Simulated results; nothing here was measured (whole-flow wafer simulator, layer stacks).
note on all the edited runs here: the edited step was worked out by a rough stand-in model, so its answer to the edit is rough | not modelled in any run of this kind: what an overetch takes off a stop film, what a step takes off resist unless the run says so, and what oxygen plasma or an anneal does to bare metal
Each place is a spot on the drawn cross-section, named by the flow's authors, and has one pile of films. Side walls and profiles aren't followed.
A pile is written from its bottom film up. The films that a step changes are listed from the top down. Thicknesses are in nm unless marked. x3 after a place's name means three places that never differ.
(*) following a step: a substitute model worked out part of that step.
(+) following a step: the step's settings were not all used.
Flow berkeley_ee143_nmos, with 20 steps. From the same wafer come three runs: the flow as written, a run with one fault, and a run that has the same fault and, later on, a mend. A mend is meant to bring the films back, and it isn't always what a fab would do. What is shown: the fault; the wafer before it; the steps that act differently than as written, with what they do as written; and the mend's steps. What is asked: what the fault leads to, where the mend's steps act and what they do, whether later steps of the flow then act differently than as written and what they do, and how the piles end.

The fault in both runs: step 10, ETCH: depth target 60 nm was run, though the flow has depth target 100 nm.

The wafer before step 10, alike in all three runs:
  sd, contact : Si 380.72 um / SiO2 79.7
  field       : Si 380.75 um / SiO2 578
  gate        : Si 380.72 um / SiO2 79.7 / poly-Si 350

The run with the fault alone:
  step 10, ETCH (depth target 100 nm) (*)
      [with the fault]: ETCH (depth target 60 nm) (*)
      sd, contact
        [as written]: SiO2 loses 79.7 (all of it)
        [with the fault]: SiO2 loses 60
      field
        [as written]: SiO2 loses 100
        [with the fault]: SiO2 loses 60
  Steps further on in the flow that do not act as written:
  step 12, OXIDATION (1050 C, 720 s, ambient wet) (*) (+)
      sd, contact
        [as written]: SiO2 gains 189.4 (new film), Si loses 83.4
        [with the fault]: SiO2 gains 178, Si loses 78.3
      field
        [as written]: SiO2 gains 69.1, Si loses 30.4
        [with the fault]: SiO2 gains 65.4, Si loses 28.8
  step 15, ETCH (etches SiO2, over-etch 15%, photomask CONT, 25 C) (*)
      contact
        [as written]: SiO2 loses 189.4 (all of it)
        [with the fault]: SiO2 loses 197.7 (all of it)
  By the end, the piles at sd, field depart from the flow's by more than 2% or 0.5 nm, whichever is larger.
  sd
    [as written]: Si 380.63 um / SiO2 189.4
    [with the fault]: Si 380.64 um / SiO2 197.7
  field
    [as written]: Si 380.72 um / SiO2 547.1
    [with the fault]: Si 380.72 um / SiO2 583.3

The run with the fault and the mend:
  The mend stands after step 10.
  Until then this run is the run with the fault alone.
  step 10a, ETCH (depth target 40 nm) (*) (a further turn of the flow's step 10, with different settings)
      sd, contact
        SiO2 loses 19.7 (all of it)
      field
        SiO2 loses 40
  Every later step of the flow that is run acts as written at every place that is followed.
  At every place that both follow, the piles at the end match the flow's.
